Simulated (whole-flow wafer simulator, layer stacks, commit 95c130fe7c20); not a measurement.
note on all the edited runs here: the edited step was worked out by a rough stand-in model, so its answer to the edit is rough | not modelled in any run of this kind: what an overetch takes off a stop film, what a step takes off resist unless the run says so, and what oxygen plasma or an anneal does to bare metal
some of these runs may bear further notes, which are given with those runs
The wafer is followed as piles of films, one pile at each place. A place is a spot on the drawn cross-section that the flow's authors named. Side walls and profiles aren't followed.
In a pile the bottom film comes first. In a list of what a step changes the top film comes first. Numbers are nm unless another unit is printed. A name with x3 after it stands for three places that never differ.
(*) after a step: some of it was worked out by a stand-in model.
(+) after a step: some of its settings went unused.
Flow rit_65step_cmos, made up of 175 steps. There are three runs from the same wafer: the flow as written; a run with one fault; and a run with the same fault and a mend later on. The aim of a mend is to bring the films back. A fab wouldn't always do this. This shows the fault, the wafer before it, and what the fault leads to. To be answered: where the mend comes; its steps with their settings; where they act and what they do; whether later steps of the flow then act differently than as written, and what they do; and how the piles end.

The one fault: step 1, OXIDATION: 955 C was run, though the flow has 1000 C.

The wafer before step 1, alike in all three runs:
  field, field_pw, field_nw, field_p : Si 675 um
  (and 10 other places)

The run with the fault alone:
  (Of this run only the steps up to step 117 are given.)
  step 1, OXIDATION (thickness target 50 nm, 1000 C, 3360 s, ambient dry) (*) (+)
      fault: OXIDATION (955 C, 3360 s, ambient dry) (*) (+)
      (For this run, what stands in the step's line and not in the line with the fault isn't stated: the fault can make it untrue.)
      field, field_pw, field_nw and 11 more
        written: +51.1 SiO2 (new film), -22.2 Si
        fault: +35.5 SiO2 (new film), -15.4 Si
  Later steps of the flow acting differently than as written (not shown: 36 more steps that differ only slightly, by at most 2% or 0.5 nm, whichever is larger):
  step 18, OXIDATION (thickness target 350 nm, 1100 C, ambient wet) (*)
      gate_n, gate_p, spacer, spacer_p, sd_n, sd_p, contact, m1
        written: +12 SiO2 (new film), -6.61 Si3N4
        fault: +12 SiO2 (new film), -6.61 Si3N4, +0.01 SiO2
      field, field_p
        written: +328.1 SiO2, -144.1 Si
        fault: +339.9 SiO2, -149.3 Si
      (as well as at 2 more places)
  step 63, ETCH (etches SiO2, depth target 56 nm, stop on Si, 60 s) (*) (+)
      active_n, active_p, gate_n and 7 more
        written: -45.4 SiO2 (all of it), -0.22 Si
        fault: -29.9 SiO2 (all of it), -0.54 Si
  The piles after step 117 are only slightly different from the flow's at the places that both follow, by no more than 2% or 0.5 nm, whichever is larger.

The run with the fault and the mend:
  The mend stands after step 2.
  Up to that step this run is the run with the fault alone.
  step 2a, OXIDATION (1000 C, 1043 s, ambient dry) (*) (the flow's step 1, run once more with other settings)
      field, field_pw, field_nw and 11 more
        +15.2 SiO2, -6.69 Si
  Later steps of the flow that are run all act as written at every place that is followed, up to a difference of at most 2% or 0.5 nm, whichever is larger.
  The piles end only slightly different from the flow's at the places that both follow, by no more than 2% or 0.5 nm, whichever is larger.
